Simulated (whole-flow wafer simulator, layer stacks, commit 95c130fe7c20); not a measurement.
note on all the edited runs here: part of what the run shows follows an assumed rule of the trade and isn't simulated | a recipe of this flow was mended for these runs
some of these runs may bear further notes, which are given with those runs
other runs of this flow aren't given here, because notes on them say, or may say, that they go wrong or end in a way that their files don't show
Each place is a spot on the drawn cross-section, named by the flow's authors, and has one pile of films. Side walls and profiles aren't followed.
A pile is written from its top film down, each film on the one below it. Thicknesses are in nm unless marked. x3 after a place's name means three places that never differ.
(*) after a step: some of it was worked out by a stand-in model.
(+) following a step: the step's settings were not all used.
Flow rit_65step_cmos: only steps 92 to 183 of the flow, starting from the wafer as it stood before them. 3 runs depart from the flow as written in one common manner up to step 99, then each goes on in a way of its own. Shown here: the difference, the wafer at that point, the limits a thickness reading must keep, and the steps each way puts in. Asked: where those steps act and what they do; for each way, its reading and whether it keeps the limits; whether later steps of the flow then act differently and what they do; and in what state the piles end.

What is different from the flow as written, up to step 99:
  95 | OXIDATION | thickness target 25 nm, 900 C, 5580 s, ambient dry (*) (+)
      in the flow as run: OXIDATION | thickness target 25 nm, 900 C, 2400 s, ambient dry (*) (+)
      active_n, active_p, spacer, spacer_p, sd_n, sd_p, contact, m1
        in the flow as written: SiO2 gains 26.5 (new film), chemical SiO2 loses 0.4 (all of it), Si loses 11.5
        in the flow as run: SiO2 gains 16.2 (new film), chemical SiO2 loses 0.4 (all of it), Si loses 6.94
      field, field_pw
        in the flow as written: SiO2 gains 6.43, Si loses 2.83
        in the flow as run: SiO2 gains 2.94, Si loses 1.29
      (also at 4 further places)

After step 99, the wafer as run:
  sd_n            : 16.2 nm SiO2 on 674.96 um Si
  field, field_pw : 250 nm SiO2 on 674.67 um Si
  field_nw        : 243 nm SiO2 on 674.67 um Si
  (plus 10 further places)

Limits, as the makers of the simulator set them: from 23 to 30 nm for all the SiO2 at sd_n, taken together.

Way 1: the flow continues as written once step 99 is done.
  After step 99, the reading is 16.2 nm, outside the limits.
  Later steps of the flow acting differently than as written (31 other steps are not shown; they differ only slightly, by no more than 2% or 0.5 nm, whichever is larger):
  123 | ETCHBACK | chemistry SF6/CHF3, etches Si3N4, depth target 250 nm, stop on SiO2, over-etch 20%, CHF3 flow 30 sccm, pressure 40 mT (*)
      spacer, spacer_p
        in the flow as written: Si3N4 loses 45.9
        going this way: Si3N4 loses 47.6
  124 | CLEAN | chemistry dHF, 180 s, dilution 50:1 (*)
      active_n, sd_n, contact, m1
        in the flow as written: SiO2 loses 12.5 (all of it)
        going this way: SiO2 loses 2.21 (all of it)
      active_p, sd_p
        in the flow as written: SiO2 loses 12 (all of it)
        going this way: SiO2 loses 1.61 (all of it)
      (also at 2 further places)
  At gate_n, gate_p, spacer, spacer_p, the piles at the end differ from the flow's by more than 2% or 0.5 nm, whichever is larger.
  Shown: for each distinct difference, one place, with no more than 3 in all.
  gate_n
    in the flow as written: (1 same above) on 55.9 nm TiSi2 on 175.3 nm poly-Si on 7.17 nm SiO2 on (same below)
    going this way: (1 same above) on 55.9 nm TiSi2 on 181.2 nm poly-Si on 7.17 nm SiO2 on (same below)
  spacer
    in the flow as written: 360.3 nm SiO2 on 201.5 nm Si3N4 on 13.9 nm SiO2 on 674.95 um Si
    going this way: 360.3 nm SiO2 on 199.8 nm Si3N4 on 3.61 nm SiO2 on 674.96 um Si
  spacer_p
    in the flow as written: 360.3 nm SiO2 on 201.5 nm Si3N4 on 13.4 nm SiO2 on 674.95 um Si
    going this way: 360.3 nm SiO2 on 199.8 nm Si3N4 on 3.02 nm SiO2 on 674.96 um Si

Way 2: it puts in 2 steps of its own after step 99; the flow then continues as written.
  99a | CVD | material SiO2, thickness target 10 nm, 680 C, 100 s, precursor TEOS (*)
      field, field_pw, field_nw and 11 more
        SiO2 gains 10
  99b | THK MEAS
      does not change any film at any place that is followed
  After step 99b, the reading is 26.2 nm, within the limits.
  Later steps of the flow acting differently than as written (29 other steps are not shown; they differ only slightly, by no more than 2% or 0.5 nm, whichever is larger):
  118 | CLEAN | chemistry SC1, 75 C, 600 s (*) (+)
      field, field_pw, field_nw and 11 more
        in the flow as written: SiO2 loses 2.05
        going this way: SiO2 loses 4.09
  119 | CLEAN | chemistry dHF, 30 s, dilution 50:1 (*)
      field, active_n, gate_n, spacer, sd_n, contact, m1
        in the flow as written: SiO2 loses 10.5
        going this way: SiO2 loses 13
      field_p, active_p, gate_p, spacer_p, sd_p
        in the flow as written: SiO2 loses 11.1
        going this way: SiO2 loses 13.4
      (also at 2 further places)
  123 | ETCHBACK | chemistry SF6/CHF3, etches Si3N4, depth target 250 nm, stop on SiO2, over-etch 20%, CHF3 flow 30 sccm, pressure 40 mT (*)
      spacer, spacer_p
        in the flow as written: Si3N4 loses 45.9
        going this way: Si3N4 loses 47.6
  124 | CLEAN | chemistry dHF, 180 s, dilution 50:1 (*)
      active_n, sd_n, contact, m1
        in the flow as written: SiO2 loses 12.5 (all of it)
        going this way: SiO2 loses 7.68 (all of it)
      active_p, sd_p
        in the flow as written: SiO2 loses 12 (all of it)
        going this way: SiO2 loses 7.3 (all of it)
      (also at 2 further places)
  At gate_n, gate_p, spacer, spacer_p, the piles at the end differ from the flow's by more than 2% or 0.5 nm, whichever is larger.
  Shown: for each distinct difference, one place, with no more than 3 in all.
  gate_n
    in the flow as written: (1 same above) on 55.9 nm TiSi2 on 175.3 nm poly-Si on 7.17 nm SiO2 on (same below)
    going this way: (1 same above) on 55.9 nm TiSi2 on 181.2 nm poly-Si on 7.17 nm SiO2 on (same below)
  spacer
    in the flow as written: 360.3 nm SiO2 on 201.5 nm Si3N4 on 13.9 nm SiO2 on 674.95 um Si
    going this way: 360.3 nm SiO2 on 199.8 nm Si3N4 on 9.08 nm SiO2 on 674.96 um Si
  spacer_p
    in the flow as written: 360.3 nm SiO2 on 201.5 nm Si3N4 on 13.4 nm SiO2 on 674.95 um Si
    going this way: 360.3 nm SiO2 on 199.8 nm Si3N4 on 8.7 nm SiO2 on 674.96 um Si

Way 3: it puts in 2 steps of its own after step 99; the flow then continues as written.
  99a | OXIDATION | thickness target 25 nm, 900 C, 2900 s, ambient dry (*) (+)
      active_n, active_p, spacer, spacer_p, sd_n, sd_p, contact, m1
        SiO2 gains 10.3, Si loses 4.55
      field, field_pw
        SiO2 gains 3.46, Si loses 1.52
      field_nw, field_p
        SiO2 gains 3.53, Si loses 1.55
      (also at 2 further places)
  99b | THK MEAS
      does not change any film at any place that is followed
  After step 99b, the reading is 26.5 nm, within the limits.
  Later steps of the flow acting differently than as written (25 other steps are not shown; they differ only slightly, by no more than 2% or 0.5 nm, whichever is larger):
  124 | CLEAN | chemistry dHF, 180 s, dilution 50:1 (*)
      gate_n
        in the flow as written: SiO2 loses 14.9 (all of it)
        going this way: SiO2 loses 13.3 (all of it)
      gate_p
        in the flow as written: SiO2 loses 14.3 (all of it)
        going this way: SiO2 loses 12.7 (all of it)
  The piles end only slightly different from the flow's at the places that both follow, by no more than 2% or 0.5 nm, whichever is larger.

Keeping within the limits: way 2, way 3. Outside them: way 1.
